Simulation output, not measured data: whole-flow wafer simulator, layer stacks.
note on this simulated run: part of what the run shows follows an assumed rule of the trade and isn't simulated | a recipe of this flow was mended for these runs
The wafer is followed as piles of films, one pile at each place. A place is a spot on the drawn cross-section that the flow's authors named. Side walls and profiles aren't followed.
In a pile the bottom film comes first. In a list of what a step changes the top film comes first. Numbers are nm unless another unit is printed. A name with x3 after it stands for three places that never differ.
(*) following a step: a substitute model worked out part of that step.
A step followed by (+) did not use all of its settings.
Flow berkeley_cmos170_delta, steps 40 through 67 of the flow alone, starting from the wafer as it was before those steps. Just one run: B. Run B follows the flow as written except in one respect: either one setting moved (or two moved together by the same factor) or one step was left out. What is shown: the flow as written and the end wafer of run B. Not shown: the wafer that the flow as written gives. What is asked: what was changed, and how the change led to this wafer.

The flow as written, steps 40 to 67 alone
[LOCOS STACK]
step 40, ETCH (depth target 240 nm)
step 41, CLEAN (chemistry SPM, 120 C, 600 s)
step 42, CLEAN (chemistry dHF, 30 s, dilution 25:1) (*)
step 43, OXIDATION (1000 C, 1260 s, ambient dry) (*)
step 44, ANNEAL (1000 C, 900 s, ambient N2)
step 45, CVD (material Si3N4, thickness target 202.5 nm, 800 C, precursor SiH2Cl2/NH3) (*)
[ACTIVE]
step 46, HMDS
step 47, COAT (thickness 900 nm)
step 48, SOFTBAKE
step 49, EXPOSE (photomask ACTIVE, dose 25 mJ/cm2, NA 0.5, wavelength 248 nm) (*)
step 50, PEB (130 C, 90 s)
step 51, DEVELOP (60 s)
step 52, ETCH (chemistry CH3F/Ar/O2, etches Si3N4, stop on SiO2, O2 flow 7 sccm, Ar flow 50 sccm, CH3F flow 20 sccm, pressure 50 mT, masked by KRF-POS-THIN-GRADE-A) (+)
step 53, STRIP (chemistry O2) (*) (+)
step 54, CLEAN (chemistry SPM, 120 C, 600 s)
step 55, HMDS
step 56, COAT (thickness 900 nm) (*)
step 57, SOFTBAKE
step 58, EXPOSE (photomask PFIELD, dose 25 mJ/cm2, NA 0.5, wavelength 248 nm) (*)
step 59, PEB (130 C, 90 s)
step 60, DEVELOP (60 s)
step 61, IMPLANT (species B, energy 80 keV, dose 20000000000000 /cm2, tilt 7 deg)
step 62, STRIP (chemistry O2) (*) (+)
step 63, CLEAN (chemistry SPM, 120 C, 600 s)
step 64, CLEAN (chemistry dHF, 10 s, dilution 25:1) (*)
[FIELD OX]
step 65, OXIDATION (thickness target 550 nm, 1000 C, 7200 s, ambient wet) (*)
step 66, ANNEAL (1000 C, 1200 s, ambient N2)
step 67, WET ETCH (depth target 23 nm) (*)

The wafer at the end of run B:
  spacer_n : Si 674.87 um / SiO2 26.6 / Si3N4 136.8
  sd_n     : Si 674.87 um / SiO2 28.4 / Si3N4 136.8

Cause: step 45, CVD: 777 C was run, while the flow as written has 800 C.

The path from the change to this, step by step:
  step 45, CVD (material Si3N4, thickness target 202.5 nm, 800 C, precursor SiH2Cl2/NH3) (*)
      field, sd_n, spacer_n and 6 more: +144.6 Si3N4 (new film) (as written it would have been: +202.5 Si3N4 (new film))
  step 52, ETCH (chemistry CH3F/Ar/O2, etches Si3N4, stop on SiO2, O2 flow 7 sccm, Ar flow 50 sccm, CH3F flow 20 sccm, pressure 50 mT, masked by KRF-POS-THIN-GRADE-A) (+)
      sd_n, spacer_n, gate, sd_p, spacer_p, gate_p, contact, m1: -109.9 KrF-resist (as written it would have been: -148.5 KrF-resist)
      field: -144.6 Si3N4 (all of it), -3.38 SiO2 (as written it would have been: -202.5 Si3N4 (all of it), -3.38 SiO2)
  step 53, STRIP (chemistry O2) (*) (+)
      sd_n, spacer_n, gate, sd_p, spacer_p, gate_p, contact, m1: -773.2 KrF-resist (all of it) (as written it would have been: -734.6 KrF-resist (all of it))
  step 56, COAT (thickness 900 nm) (*)
      sd_n: +823.9 KrF-resist (new film) (as written it would have been: +794.3 KrF-resist (new film))
      spacer_n: +845.1 KrF-resist (new film) (as written it would have been: +824.6 KrF-resist (new film))
      (and at 6 other places as well)
  step 62, STRIP (chemistry O2) (*) (+)
      sd_n: -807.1 KrF-resist (all of it) (as written it would have been: -777.7 KrF-resist (all of it))
      spacer_n: -828.3 KrF-resist (all of it) (as written it would have been: -807.8 KrF-resist (all of it))
      (and at 6 other places as well)
  step 65, OXIDATION (thickness target 550 nm, 1000 C, 7200 s, ambient wet) (*)
      sd_n, sd_p: +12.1 SiO2 (new film), -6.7 Si3N4, +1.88 SiO2, -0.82 Si (as written it would have been: +12.1 SiO2 (new film), -6.7 Si3N4, +0.15 SiO2, -0.12 Si)
